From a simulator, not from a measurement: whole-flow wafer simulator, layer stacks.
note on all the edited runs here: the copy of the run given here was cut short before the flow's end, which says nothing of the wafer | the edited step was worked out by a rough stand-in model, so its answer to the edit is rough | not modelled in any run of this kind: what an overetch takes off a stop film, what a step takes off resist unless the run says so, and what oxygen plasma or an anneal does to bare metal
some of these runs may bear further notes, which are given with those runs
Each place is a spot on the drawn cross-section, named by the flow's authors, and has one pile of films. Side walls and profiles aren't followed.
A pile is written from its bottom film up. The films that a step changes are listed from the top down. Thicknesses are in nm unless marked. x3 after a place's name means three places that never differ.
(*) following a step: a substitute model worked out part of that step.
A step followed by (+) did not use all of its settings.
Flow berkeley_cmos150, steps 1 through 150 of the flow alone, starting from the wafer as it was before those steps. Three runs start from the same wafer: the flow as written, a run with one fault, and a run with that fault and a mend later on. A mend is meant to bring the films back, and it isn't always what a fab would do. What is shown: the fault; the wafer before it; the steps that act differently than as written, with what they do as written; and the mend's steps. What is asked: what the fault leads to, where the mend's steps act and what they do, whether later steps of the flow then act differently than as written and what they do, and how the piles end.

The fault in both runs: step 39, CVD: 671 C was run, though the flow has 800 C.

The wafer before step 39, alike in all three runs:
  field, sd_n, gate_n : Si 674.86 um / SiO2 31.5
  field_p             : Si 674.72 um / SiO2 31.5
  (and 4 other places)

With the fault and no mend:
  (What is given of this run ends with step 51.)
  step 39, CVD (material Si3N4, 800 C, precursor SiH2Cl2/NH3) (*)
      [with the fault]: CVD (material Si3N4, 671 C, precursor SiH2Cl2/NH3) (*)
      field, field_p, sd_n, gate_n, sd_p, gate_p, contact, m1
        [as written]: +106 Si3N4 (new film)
        [with the fault]: +11.2 Si3N4 (new film)
  Steps further on in the flow that do not act as written:
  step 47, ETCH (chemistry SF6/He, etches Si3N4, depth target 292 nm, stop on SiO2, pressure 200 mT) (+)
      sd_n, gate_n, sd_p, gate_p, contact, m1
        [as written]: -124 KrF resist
        [with the fault]: -20.9 KrF resist
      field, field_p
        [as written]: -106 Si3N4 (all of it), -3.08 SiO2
        [with the fault]: -11.2 Si3N4 (all of it), -3.08 SiO2
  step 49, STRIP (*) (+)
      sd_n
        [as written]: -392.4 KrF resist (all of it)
        [with the fault]: -495.5 KrF resist (all of it)
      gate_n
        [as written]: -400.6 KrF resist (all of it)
        [with the fault]: -503.7 KrF resist (all of it)
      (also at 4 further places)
  After step 51, at sd_n, gate_n, sd_p, gate_p, contact, m1, the piles differ from the flow's by more than 2% or 0.5 nm, whichever is larger.
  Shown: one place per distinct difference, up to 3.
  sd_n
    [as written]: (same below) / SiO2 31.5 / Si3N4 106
    [with the fault]: (same below) / SiO2 31.5 / Si3N4 11.2

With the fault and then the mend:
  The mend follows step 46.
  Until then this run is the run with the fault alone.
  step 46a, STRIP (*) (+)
      sd_n
        -516.3 KrF resist (all of it)
      gate_n
        -524.6 KrF resist (all of it)
      sd_p
        -566.8 KrF resist (all of it)
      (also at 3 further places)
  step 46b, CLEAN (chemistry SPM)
      alters no film at any place that is followed
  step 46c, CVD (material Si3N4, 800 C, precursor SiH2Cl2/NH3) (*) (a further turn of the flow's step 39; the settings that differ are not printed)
      field, field_p, sd_n, gate_n, sd_p, gate_p, contact, m1
        +94.9 Si3N4
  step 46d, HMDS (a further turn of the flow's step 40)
      alters no film at any place that is followed
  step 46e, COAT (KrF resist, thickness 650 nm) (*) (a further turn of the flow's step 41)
      field
        +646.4 KrF resist (new film)
      field_p
        +715.2 KrF resist (new film)
      sd_n
        +633.7 KrF resist (new film)
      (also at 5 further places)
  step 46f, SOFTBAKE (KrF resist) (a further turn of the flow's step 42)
      alters no film at any place that is followed
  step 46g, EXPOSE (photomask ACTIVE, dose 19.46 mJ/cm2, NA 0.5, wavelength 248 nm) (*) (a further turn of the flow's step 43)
      alters no film at any place that is followed
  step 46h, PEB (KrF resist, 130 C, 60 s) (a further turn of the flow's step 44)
      gate_n, contact, m1
        -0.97 KrF resist
      field
        -0.98 KrF resist
      field_p
        -1.1 KrF resist
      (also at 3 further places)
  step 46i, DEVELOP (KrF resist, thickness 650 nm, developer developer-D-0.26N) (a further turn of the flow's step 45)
      sd_n, gate_n, sd_p, gate_p, contact, m1
        -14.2 KrF resist
      field
        -645.4 KrF resist (all of it)
      field_p
        -714.1 KrF resist (all of it)
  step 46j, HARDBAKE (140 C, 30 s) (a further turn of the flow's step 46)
      sd_n
        -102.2 KrF resist
      gate_n
        -103.8 KrF resist
      sd_p
        -112.2 KrF resist
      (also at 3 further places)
  None of the later steps of the flow differs from how it acts as written, at any place that is followed, by more than 2% or 0.5 nm, whichever is larger.
  At every place that both follow, the piles at the end match the flow's.
